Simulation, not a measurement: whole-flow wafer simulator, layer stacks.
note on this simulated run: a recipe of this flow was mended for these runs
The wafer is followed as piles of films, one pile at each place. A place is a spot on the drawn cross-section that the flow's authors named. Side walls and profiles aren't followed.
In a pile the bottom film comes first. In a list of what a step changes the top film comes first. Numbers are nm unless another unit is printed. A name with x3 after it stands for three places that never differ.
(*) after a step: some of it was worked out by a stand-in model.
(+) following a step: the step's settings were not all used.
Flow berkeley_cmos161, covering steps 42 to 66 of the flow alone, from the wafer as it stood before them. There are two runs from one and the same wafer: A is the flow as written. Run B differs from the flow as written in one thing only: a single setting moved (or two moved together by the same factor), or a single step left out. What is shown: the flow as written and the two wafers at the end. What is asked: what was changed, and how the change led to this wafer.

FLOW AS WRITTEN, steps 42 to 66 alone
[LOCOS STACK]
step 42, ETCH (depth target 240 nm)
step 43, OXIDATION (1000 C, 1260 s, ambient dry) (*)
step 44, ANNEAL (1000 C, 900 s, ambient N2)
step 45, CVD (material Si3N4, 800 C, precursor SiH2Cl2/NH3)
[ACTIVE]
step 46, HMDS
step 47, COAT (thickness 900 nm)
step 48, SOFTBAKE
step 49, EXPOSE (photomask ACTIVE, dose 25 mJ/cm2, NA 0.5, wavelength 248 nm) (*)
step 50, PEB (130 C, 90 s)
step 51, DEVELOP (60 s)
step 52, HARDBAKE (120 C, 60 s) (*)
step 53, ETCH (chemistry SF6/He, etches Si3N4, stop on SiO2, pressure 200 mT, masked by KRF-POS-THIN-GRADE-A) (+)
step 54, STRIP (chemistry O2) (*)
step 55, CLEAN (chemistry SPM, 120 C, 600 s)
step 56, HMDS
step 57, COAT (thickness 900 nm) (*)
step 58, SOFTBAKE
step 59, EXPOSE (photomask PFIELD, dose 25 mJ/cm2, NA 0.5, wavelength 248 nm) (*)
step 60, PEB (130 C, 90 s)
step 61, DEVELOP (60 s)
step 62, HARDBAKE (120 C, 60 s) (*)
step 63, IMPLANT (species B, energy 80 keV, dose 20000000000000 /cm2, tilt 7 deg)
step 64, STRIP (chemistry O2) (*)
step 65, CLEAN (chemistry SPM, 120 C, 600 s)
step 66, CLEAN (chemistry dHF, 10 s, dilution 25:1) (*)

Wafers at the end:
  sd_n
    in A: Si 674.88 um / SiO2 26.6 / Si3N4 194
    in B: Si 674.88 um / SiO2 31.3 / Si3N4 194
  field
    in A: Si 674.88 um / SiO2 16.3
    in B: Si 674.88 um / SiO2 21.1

Cause: step 43, OXIDATION: 1019 C was run, whereas the flow has 1000 C.

How this came from the change, step by step:
  step 43, OXIDATION (1000 C, 1260 s, ambient dry) (*)
      field, sd_n, spacer_n and 6 more: A SiO2 gains 26.6 (new film), Si loses 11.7 | B SiO2 gains 31.3 (new film), Si loses 13.8
